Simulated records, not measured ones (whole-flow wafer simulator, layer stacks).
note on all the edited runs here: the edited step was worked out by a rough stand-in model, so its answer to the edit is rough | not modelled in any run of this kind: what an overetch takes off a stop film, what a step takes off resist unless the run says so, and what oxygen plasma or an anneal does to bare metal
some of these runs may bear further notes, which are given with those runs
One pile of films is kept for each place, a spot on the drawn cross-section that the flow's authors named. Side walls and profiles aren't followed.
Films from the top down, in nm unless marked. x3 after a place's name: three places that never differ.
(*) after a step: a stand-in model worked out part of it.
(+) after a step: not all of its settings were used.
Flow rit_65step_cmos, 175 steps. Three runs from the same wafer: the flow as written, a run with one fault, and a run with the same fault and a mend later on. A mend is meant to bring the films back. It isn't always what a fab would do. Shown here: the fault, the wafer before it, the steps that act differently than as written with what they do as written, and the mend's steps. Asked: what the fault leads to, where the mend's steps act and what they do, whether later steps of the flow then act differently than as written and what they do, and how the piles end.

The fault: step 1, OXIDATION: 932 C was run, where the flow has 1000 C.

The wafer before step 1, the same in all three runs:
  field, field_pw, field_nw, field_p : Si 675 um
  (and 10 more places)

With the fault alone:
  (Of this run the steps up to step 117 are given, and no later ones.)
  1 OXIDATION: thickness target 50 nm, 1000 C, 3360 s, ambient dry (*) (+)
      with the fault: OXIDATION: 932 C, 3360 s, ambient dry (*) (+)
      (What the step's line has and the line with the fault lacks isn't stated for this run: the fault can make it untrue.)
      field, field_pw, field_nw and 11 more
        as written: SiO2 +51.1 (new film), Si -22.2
        with the fault: SiO2 +28.7 (new film), Si -12.3
  Later steps of the flow that act differently than as written (36 more steps differ only slightly, by at most 2% or 0.5 nm, whichever is larger, and aren't shown):
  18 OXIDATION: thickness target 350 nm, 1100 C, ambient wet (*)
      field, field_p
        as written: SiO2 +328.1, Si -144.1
        with the fault: SiO2 +345.6, Si -151.8
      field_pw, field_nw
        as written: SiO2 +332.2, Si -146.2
        with the fault: SiO2 +349.4, Si -153.7
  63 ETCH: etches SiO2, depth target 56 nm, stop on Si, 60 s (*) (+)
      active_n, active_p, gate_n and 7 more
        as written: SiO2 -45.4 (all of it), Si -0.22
        with the fault: SiO2 -23 (all of it), Si -0.68
  After step 117 the piles differ from the flow's only slightly at the places that both follow, by at most 2% or 0.5 nm, whichever is larger.

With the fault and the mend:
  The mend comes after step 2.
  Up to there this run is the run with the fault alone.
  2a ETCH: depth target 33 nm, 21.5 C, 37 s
      field, field_pw, field_nw and 11 more
        SiO2 -28.7 (all of it)
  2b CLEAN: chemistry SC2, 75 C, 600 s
      field, field_pw, field_nw and 11 more
        chemical SiO2 +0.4 (new film), Si -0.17
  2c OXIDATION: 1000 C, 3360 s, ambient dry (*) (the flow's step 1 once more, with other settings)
      field, field_pw, field_nw and 11 more
        SiO2 +51 (new film), chemical SiO2 -0.4 (all of it), Si -22.3
  Later steps of the flow that act differently than as written (17 more steps differ only slightly, by at most 2% or 0.5 nm, whichever is larger, and aren't shown):
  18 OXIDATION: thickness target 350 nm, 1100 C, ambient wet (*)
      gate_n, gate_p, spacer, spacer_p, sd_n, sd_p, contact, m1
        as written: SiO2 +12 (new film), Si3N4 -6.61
        with the mend: SiO2 +12 (new film), Si3N4 -6.61, SiO2 +0.03
  At the end the piles differ from the flow's only slightly at the places that both follow, by at most 2% or 0.5 nm, whichever is larger.
